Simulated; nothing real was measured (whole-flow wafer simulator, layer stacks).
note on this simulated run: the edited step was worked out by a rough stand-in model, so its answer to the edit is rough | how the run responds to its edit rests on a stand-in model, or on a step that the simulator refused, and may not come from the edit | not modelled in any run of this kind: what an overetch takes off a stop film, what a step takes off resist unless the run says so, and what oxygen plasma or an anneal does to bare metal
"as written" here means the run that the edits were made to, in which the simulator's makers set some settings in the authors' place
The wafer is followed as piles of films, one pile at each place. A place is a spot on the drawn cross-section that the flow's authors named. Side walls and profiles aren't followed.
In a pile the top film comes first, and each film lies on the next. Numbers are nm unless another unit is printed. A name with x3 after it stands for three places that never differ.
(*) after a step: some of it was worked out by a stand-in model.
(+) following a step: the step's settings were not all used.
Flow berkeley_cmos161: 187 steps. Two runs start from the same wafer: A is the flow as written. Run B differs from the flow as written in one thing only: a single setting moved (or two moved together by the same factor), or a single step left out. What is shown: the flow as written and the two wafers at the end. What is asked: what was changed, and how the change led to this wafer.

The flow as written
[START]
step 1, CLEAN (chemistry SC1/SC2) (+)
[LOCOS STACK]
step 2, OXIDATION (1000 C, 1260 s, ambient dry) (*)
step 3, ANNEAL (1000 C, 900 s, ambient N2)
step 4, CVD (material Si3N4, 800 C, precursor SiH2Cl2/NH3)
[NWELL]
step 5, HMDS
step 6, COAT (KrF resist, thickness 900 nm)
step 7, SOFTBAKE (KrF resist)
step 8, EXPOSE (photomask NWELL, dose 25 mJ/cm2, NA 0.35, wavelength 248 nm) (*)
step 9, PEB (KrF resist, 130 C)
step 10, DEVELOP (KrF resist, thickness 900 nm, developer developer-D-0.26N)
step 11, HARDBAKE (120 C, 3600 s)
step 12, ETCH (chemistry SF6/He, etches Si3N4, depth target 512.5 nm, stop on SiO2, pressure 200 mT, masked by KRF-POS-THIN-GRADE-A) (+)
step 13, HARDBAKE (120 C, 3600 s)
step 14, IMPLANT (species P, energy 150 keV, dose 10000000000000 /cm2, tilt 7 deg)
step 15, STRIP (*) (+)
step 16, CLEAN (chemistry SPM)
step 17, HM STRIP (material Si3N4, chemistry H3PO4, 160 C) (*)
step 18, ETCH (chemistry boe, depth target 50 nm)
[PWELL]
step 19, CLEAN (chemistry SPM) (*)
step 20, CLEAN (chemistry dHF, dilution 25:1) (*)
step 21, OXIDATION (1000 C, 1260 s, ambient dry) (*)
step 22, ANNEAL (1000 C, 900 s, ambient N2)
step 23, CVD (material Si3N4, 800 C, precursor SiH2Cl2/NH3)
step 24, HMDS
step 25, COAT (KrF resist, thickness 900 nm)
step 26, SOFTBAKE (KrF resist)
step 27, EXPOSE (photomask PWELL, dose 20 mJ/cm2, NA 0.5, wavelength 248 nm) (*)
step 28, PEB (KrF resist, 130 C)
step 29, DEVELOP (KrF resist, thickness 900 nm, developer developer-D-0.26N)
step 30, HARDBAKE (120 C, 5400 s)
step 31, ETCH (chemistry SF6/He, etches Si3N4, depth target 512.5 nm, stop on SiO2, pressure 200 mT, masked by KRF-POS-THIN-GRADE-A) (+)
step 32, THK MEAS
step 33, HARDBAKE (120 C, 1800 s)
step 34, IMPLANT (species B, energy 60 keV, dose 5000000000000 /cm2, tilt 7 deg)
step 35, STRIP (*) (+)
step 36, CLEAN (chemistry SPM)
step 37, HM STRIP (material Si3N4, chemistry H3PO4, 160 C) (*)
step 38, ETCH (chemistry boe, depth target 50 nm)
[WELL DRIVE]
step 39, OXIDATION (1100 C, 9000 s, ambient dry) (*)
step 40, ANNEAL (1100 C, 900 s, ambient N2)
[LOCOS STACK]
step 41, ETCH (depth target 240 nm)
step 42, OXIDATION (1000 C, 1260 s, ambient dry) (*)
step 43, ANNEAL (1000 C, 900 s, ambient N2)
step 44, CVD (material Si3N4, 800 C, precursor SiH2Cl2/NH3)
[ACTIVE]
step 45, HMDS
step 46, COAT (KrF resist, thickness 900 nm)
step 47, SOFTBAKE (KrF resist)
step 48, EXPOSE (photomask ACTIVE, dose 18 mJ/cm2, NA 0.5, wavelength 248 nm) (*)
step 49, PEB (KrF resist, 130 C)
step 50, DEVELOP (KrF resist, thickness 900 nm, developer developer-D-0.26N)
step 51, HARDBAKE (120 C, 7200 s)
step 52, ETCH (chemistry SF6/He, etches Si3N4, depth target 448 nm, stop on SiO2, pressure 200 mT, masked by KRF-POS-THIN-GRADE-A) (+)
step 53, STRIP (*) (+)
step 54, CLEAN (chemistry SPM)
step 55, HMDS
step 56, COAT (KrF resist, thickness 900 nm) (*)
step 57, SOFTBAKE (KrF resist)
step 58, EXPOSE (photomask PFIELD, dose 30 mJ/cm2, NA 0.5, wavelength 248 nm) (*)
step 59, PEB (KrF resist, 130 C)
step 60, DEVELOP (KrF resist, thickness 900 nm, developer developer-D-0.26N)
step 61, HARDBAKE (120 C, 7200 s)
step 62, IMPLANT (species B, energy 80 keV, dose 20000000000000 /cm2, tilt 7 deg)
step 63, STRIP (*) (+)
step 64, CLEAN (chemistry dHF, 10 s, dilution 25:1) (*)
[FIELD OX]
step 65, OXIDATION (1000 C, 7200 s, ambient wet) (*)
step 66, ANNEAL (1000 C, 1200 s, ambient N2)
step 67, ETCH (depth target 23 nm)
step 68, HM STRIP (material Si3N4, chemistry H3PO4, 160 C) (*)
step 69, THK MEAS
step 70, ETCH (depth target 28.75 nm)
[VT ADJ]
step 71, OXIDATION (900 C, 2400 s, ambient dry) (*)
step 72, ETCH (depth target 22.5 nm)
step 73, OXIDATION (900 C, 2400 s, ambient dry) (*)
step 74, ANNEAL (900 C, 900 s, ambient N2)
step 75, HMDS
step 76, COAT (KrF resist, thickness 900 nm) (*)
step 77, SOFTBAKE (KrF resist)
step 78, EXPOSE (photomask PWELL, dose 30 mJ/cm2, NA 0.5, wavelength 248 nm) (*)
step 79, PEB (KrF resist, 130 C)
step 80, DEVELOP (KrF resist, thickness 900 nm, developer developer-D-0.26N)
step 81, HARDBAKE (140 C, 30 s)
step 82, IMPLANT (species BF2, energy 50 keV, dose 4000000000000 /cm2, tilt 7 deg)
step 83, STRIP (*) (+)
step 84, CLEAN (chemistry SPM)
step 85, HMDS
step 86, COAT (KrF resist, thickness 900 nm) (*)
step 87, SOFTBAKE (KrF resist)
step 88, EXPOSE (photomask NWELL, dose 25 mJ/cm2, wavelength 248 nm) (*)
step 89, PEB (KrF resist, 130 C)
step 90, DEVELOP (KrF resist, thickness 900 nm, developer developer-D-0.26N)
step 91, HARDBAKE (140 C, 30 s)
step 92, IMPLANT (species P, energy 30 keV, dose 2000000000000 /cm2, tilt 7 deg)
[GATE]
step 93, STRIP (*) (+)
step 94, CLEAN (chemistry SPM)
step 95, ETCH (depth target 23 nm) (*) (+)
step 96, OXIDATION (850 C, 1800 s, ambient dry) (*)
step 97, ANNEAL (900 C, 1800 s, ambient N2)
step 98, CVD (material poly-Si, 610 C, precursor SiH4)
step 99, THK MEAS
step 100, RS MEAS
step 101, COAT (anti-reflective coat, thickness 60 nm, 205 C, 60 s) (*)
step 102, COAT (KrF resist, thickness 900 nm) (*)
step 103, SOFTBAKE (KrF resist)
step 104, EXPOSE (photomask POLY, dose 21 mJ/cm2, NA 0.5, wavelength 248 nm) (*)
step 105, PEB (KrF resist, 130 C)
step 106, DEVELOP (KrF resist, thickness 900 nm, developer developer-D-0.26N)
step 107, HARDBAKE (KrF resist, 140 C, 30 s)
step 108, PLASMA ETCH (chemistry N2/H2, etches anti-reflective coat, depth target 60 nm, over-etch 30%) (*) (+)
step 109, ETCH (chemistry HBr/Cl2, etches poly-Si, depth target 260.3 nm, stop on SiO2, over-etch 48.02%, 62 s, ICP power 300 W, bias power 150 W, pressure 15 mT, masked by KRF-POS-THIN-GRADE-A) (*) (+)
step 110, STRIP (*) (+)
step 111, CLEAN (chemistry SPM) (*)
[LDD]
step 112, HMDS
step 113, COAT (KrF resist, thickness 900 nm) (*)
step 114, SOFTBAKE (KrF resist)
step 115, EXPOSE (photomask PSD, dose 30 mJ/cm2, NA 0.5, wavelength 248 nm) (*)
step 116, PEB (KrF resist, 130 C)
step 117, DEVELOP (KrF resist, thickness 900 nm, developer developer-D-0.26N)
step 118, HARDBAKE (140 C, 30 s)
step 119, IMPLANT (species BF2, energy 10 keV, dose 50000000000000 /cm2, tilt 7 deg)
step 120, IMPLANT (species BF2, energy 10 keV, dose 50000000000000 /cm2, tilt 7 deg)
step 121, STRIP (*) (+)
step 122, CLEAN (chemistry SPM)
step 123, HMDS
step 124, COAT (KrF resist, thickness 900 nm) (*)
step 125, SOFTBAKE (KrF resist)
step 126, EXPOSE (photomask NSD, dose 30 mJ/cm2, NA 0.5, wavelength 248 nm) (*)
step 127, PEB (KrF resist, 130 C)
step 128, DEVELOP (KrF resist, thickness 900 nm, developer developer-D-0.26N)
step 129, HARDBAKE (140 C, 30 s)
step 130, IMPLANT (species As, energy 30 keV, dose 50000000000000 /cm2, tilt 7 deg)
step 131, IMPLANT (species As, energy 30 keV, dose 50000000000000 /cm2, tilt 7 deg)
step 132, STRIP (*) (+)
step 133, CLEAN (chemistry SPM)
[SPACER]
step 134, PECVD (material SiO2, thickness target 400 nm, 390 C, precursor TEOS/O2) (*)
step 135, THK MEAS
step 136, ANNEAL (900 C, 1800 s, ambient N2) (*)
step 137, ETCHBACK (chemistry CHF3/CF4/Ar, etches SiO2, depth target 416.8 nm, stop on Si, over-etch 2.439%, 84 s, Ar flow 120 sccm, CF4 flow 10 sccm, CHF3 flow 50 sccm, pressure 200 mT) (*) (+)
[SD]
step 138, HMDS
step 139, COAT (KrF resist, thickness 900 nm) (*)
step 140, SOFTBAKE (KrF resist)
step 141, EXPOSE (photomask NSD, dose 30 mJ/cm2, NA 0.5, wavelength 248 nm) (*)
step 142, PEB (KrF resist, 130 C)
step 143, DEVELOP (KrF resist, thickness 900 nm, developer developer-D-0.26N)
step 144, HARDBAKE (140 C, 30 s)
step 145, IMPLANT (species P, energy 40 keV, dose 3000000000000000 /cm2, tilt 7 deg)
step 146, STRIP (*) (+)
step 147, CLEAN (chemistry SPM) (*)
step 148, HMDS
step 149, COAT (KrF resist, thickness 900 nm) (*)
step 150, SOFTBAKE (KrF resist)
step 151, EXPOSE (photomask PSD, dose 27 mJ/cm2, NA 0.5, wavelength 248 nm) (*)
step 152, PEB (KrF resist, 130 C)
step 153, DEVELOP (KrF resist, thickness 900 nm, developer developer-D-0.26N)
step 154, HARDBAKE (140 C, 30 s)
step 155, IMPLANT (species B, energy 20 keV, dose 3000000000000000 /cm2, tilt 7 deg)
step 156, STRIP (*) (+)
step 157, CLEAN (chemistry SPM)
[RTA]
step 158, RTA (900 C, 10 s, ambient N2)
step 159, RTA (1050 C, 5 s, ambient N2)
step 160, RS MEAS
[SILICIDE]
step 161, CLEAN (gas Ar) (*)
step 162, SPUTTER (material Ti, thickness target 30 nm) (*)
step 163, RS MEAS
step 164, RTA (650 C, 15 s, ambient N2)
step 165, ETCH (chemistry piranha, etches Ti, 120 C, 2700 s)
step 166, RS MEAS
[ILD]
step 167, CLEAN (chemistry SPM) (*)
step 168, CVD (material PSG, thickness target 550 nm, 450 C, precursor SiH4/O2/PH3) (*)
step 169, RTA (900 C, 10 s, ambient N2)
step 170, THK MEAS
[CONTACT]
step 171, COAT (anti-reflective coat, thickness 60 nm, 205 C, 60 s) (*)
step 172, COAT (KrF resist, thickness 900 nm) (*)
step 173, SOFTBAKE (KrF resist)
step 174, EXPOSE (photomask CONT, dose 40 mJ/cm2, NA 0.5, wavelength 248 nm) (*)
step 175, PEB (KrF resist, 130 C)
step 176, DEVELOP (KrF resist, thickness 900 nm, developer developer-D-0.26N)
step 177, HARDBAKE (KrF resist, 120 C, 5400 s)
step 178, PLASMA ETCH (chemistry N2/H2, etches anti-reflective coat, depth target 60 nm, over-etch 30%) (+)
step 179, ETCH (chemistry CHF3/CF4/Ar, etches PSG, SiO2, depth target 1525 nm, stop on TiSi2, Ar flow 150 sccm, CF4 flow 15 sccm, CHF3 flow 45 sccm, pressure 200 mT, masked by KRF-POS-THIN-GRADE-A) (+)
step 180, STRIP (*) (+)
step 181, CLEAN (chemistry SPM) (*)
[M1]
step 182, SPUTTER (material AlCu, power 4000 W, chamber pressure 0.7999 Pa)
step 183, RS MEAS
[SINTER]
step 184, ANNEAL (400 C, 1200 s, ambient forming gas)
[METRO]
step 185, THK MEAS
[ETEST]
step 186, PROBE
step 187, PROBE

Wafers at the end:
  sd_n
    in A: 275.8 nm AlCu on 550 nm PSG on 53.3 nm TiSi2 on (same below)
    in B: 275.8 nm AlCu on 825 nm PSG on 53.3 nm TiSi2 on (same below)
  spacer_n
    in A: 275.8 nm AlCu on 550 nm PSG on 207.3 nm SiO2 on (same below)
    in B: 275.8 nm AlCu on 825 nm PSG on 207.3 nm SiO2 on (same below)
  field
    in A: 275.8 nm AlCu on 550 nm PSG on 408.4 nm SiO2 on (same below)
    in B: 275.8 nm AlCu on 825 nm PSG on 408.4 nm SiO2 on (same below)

What caused this: step 168, CVD: thickness target 825 nm was run, though the flow has thickness target 550 nm.
One can read it off the wafer: sd_n has PSG 825, and step 168 as written asks for 550 nm.

The path from the change to this, step by step:
  step 168, CVD (material PSG, thickness target 550 nm, 450 C, precursor SiH4/O2/PH3) (*)
      field, sd_n, spacer_n, gate_n, spacer_p, gate_p, contact, m1: A PSG gains 550 (new film) | B PSG gains 825 (new film)
      sd_p: A PSG gains 521.9 (new film) | B PSG gains 777.2 (new film)
  step 171, COAT (anti-reflective coat, thickness 60 nm, 205 C, 60 s) (*)
      field: A anti-reflective coat gains 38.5 (new film) | B anti-reflective coat gains 39.3 (new film)
      sd_n: A anti-reflective coat gains 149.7 (new film) | B anti-reflective coat gains 154.5 (new film)
      (as well as at 4 more places)
  step 178, PLASMA ETCH (chemistry N2/H2, etches anti-reflective coat, depth target 60 nm, over-etch 30%) (+)
      field, sd_n, spacer_n, gate_n, sd_p, spacer_p, gate_p, m1: A KrF resist loses 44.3 | B KrF resist loses 46.2
      contact: A anti-reflective coat loses 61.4 (all of it), PSG loses 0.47 | B anti-reflective coat loses 63.9 (all of it), PSG loses 0.49
  step 179, ETCH (chemistry CHF3/CF4/Ar, etches PSG, SiO2, depth target 1525 nm, stop on TiSi2, Ar flow 150 sccm, CF4 flow 15 sccm, CHF3 flow 45 sccm, pressure 200 mT, masked by KRF-POS-THIN-GRADE-A) (+)
      field, sd_n, spacer_n, gate_n, sd_p, spacer_p, gate_p, m1: A KrF resist loses 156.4 | B KrF resist loses 225.2
      contact: A PSG loses 549.5 (all of it), TiSi2 loses 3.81 | B PSG loses 824.5 (all of it), TiSi2 loses 3.81
  step 180, STRIP (*) (+)
      field: A KrF resist loses 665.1 (all of it), anti-reflective coat loses 38.5 (all of it) | B KrF resist loses 595.1 (all of it), anti-reflective coat loses 39.3 (all of it)
      sd_n: A KrF resist loses 692.5 (all of it), anti-reflective coat loses 149.7 (all of it) | B KrF resist loses 617.9 (all of it), anti-reflective coat loses 154.5 (all of it)
      (as well as at 6 more places)
  step 182, SPUTTER (material AlCu, power 4000 W, chamber pressure 0.7999 Pa)
      contact: A AlCu gains 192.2 (new film) | B AlCu gains 161 (new film)
